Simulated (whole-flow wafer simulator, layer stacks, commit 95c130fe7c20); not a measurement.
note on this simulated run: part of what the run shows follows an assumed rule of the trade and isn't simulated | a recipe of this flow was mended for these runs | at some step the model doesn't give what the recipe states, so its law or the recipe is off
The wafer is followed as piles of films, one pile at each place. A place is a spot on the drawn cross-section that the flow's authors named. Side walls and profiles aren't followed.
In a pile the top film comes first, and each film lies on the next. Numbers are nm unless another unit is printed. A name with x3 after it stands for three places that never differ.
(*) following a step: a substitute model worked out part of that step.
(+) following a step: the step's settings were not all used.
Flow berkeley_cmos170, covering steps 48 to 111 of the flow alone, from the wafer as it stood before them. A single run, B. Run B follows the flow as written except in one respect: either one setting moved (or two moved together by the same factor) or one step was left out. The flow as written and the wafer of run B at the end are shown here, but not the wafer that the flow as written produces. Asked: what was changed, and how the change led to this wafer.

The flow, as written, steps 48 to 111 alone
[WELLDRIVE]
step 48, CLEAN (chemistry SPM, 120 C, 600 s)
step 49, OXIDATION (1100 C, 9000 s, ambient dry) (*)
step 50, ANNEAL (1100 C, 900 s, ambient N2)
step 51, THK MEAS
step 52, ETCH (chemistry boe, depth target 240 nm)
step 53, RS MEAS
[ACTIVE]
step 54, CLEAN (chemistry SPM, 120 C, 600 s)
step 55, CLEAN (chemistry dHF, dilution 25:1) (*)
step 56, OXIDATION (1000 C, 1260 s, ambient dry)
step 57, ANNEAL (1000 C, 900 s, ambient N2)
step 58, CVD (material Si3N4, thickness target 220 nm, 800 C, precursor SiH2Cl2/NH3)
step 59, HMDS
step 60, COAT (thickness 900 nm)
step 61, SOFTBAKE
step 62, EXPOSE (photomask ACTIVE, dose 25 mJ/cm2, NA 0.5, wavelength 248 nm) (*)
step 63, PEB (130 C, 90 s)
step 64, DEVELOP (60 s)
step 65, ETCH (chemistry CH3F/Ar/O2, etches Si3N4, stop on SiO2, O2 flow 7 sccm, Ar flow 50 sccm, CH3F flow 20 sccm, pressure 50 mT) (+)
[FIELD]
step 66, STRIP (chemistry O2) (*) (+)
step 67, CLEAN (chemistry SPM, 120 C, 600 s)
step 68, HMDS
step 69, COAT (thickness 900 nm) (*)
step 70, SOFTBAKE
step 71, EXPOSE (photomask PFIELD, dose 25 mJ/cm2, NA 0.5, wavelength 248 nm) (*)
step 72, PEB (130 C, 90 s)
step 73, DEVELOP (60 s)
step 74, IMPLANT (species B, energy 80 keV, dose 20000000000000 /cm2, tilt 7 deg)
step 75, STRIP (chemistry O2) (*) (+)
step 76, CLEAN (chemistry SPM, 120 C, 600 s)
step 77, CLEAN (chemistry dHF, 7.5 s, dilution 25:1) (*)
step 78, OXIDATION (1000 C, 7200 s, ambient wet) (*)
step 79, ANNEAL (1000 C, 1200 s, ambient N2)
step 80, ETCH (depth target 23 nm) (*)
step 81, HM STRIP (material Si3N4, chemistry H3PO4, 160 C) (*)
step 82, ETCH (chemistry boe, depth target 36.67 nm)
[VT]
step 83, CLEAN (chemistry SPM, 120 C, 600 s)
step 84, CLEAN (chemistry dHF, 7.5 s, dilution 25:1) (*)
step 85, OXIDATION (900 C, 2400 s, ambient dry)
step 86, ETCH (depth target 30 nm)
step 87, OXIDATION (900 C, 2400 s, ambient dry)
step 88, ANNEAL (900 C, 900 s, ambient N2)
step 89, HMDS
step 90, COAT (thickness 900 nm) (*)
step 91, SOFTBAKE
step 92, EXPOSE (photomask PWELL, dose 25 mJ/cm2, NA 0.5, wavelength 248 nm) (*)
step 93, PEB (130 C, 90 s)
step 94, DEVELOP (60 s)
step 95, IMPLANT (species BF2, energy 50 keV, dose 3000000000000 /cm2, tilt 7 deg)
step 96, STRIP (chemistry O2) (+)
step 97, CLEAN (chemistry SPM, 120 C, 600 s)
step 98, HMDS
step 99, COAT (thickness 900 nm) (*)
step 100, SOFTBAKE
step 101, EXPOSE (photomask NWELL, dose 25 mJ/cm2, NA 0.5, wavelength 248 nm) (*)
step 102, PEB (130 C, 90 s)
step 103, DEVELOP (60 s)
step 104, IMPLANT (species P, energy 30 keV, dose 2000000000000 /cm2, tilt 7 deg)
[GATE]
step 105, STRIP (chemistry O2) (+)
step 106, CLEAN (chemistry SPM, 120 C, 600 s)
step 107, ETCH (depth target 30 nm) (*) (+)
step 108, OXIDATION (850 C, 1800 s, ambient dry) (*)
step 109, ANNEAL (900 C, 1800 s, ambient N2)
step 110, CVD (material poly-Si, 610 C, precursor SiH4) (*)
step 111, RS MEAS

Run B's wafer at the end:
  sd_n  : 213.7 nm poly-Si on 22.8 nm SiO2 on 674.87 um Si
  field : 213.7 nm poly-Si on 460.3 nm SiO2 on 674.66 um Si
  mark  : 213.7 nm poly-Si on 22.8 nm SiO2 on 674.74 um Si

The reason: step 52, ETCH: depth target 96 nm was run, whereas the flow has depth target 240 nm.

The path from the change to this, step by step:
  step 52, ETCH (chemistry boe, depth target 240 nm)
      field, mark, sd_n and 10 more: -96 SiO2 (as written it would have been: -197.6 SiO2 (all of it))
  step 54, CLEAN (chemistry SPM, 120 C, 600 s)
      field, mark, sd_n and 10 more: nothing (as written it would have been: +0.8 chemical SiO2 (new film), -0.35 Si)
  step 55, CLEAN (chemistry dHF, dilution 25:1) (*)
      field, mark, sd_n and 10 more: nothing (as written it would have been: -0.8 chemical SiO2 (all of it))
  step 56, OXIDATION (1000 C, 1260 s, ambient dry)
      field, mark, sd_n and 10 more: +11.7 SiO2, -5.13 Si (as written it would have been: +26.6 SiO2 (new film), -11.7 Si)
  step 78, OXIDATION (1000 C, 7200 s, ambient wet) (*)
      sd_n, sd_p: +12.1 SiO2 (new film), -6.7 Si3N4 (as written it would have been: +12.1 SiO2 (new film), -6.7 Si3N4, +0.07 SiO2, -0.07 Si)
      field: +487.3 SiO2, -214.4 Si (as written it would have been: +542 SiO2, -238.5 Si)
  step 82, ETCH (chemistry boe, depth target 36.67 nm)
      mark, sd_n, spacer_n and 9 more: -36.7 SiO2 (as written it would have been: -15.5 SiO2 (all of it))
  step 83, CLEAN (chemistry SPM, 120 C, 600 s)
      mark, sd_n, spacer_n and 9 more: nothing (as written it would have been: +0.8 chemical SiO2 (new film), -0.35 Si)
  step 84, CLEAN (chemistry dHF, 7.5 s, dilution 25:1) (*)
      mark, sd_n, spacer_n and 9 more: -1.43 SiO2 (as written it would have been: -0.8 chemical SiO2 (all of it))
  step 85, OXIDATION (900 C, 2400 s, ambient dry)
      mark, sd_n, spacer_n and 9 more: +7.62 SiO2, -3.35 Si (as written it would have been: +14.9 SiO2 (new film), -6.57 Si)
  step 86, ETCH (depth target 30 nm)
      mark, sd_n, spacer_n and 9 more: -30 SiO2 (as written it would have been: -14.9 SiO2 (all of it))
  step 87, OXIDATION (900 C, 2400 s, ambient dry)
      mark, sd_n, spacer_n and 9 more: +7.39 SiO2, -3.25 Si (as written it would have been: +14.9 SiO2 (new film), -6.57 Si)
  step 107, ETCH (depth target 30 nm) (*) (+)
      mark, sd_n, spacer_n and 9 more: -30 SiO2 (as written it would have been: -14.9 SiO2 (all of it))
  step 108, OXIDATION (850 C, 1800 s, ambient dry) (*)
      mark, sd_n, spacer_n and 9 more: +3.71 SiO2, -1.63 Si (as written it would have been: +7.48 SiO2 (new film), -3.29 Si)
